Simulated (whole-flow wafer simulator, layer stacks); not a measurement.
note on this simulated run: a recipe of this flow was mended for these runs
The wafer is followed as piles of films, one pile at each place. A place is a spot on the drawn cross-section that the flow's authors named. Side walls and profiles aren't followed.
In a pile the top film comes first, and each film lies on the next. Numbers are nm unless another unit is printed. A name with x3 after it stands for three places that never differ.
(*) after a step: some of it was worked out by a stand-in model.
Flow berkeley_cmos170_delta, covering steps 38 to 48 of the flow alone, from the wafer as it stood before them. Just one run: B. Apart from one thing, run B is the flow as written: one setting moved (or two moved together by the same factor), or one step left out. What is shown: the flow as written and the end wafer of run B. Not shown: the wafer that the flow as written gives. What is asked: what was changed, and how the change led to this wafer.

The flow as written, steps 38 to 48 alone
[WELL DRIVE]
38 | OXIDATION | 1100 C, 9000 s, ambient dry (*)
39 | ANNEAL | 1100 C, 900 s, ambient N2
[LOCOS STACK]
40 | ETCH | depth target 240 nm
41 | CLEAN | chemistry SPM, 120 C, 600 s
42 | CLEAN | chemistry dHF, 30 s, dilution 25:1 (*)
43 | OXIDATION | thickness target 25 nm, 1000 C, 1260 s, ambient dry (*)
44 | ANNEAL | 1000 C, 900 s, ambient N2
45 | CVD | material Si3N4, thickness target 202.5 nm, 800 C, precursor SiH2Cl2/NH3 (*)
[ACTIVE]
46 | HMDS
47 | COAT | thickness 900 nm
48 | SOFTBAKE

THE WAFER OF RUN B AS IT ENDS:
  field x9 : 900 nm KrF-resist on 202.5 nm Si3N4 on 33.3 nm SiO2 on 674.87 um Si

The reason: step 40, ETCH: depth target 182 nm was run, though the flow has depth target 240 nm.

How this came from the change, step by step:
  40 | ETCH | depth target 240 nm
      field x9: SiO2 loses 182 (it would be, as written: SiO2 loses 197.6 (all of it))
  41 | CLEAN | chemistry SPM, 120 C, 600 s
      field x9: nothing (it would be, as written: chemical SiO2 gains 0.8 (new film), Si loses 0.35)
  42 | CLEAN | chemistry dHF, 30 s, dilution 25:1 (*)
      field x9: SiO2 loses 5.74 (it would be, as written: chemical SiO2 loses 0.8 (all of it))
  43 | OXIDATION | thickness target 25 nm, 1000 C, 1260 s, ambient dry (*)
      field x9: SiO2 gains 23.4, Si loses 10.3 (it would be, as written: SiO2 gains 26.6 (new film), Si loses 11.7)
